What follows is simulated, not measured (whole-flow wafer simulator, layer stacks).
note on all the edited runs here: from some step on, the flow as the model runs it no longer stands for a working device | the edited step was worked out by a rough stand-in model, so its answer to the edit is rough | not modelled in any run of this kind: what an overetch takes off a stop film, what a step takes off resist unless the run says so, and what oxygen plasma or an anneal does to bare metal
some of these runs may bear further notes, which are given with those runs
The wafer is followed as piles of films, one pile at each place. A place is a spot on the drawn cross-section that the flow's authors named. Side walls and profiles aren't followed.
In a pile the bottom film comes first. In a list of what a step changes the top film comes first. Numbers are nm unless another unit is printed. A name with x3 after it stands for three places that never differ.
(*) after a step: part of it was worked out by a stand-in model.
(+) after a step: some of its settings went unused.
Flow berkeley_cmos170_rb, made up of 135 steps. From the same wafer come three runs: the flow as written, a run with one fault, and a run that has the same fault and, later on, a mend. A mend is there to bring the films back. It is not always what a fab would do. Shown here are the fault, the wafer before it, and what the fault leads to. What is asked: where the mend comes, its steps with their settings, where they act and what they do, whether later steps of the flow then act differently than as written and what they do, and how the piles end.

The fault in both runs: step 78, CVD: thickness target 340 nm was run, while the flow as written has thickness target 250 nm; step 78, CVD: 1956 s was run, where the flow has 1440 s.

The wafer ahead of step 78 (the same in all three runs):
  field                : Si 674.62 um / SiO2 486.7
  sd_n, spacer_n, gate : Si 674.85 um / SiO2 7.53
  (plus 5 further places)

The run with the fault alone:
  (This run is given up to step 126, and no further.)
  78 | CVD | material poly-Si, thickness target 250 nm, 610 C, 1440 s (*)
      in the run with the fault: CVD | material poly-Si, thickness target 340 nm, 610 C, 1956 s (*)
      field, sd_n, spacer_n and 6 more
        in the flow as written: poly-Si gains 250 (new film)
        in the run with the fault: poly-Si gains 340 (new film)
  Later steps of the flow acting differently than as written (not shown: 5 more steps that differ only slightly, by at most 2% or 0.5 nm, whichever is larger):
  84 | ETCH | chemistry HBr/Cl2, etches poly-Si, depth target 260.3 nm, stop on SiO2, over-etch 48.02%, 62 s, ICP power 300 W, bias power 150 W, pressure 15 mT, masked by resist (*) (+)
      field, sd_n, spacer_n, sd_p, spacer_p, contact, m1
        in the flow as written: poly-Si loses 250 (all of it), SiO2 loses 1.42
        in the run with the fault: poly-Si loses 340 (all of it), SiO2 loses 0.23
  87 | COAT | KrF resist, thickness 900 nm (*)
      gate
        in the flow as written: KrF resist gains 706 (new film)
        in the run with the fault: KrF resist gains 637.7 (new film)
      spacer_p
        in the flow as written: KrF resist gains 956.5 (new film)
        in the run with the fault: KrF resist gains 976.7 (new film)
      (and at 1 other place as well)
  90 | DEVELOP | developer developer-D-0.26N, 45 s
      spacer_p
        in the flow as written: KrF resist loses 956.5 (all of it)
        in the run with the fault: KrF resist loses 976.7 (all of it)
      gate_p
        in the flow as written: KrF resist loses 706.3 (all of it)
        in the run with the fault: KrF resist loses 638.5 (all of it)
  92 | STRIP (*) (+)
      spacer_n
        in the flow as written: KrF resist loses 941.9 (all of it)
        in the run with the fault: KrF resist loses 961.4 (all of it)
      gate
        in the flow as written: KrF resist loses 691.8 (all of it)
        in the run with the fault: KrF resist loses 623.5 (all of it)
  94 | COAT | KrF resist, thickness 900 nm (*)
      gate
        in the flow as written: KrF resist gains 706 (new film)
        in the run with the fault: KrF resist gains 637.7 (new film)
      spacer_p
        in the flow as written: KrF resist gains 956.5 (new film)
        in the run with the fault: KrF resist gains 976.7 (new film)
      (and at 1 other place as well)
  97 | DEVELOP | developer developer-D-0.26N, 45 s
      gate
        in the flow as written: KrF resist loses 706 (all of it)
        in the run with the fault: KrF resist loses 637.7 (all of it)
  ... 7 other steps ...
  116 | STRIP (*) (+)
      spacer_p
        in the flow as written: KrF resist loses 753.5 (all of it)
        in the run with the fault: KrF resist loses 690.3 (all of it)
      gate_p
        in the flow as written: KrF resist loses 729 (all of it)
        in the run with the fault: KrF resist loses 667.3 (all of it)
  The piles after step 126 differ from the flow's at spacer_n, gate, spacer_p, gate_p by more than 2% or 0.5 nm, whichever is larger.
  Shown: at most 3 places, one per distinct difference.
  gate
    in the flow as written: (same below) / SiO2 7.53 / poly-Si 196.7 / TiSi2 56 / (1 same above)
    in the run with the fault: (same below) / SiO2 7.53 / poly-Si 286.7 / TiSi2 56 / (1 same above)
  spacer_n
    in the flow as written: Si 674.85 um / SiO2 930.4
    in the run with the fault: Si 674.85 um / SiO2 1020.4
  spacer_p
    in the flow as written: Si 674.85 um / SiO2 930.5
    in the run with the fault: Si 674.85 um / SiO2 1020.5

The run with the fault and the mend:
  After step 78 comes the mend.
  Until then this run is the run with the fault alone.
  78a | ETCH | chemistry tmah, depth target 391 nm
      field, sd_n, spacer_n and 6 more
        poly-Si loses 340 (all of it)
  78b | CLEAN (*) (a further turn of the flow's step 74)
      leaves every film unchanged at each place that is followed
  78c | CVD | material poly-Si, thickness target 250 nm, 610 C, 1440 s (*) (a further turn of the flow's step 78)
      field, sd_n, spacer_n and 6 more
        poly-Si gains 250 (new film)
  None of the later steps of the flow acts differently than as written at any place that is followed.
  By the end, the piles equal the flow's at every place that both follow.
